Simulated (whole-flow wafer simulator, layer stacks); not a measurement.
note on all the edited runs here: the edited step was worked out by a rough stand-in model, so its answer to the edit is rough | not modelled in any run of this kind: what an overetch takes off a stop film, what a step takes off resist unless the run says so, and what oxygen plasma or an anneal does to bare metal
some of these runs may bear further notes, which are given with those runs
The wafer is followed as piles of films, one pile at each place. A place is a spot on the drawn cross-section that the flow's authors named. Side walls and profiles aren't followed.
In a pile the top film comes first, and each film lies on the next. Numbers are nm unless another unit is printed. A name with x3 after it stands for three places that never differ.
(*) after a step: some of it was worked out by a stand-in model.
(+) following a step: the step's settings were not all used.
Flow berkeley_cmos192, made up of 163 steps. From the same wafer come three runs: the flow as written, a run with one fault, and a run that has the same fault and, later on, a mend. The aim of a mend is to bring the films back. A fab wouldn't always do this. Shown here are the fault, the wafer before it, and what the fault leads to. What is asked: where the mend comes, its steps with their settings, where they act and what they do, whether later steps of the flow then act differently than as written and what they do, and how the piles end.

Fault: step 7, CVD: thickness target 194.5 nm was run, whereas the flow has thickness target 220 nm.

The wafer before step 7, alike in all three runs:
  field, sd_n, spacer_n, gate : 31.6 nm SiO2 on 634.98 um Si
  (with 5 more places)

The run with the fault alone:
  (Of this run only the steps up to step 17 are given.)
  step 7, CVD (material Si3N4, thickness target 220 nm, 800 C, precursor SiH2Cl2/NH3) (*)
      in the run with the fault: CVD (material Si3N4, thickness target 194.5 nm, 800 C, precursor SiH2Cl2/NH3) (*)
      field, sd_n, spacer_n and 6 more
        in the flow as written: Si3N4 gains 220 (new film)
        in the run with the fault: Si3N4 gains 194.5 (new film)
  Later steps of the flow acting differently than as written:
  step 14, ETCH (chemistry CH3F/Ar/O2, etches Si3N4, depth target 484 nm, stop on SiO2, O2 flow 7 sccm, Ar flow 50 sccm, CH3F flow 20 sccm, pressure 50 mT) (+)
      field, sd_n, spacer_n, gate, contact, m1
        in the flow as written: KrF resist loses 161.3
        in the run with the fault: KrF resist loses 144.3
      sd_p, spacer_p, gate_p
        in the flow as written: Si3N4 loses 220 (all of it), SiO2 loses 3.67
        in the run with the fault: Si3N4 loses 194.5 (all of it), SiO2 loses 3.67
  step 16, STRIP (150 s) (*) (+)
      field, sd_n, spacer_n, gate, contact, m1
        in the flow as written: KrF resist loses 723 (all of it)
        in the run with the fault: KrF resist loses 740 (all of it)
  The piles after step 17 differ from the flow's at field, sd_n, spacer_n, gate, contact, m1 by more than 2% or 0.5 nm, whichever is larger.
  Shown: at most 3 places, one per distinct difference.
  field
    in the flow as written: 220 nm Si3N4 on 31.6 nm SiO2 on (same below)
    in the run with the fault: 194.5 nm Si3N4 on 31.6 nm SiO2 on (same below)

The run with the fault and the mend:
  After step 7 comes the mend.
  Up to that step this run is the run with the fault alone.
  step 7a, ETCH (chemistry h3po4, depth target 223.7 nm)
      field, sd_n, spacer_n and 6 more
        Si3N4 loses 194.5 (all of it)
  step 7b, CLEAN (chemistry SC1/SC2) (the flow's step 1, run once more)
      alters no film at any place that is followed
  step 7c, CVD (material Si3N4, thickness target 220 nm, 800 C, precursor SiH2Cl2/NH3) (*) (the flow's step 7, run once more)
      field, sd_n, spacer_n and 6 more
        Si3N4 gains 220 (new film)
  None of the later steps of the flow acts differently than as written at any place that is followed.
  By the end, the piles equal the flow's at every place that both follow.
